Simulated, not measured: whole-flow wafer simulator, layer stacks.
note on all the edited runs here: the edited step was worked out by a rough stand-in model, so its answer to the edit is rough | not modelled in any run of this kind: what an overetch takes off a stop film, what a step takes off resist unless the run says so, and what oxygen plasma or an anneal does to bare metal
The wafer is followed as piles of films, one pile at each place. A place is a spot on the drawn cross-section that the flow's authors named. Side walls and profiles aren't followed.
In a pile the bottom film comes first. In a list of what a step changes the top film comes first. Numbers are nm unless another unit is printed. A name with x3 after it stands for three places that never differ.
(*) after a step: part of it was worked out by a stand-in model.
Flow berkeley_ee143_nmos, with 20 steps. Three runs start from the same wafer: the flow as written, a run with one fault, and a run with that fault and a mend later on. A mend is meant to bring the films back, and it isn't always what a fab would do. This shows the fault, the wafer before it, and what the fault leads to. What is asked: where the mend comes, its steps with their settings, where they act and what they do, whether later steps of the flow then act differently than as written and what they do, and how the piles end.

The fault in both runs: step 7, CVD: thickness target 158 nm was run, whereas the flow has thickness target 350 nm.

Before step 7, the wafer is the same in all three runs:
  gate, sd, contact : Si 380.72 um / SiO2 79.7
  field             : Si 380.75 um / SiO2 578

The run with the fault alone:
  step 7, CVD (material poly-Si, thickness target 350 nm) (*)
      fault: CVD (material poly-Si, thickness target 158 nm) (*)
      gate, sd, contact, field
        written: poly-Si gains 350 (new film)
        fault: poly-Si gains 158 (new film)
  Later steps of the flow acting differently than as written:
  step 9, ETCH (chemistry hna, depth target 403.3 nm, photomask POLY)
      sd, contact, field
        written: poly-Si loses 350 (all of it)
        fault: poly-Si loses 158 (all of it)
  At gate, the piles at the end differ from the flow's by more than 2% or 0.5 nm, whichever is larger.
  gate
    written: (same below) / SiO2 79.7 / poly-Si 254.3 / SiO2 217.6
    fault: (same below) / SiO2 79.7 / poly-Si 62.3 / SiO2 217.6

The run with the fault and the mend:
  The mend stands after step 7.
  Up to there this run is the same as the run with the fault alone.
  step 7a, CVD (material poly-Si, thickness target 192 nm) (*) (a further turn of the flow's step 7, with different settings)
      gate, sd, contact, field
        poly-Si gains 192
  Later steps of the flow that are run all act as written at every place that is followed.
  By the end, the piles equal the flow's at every place that both follow.
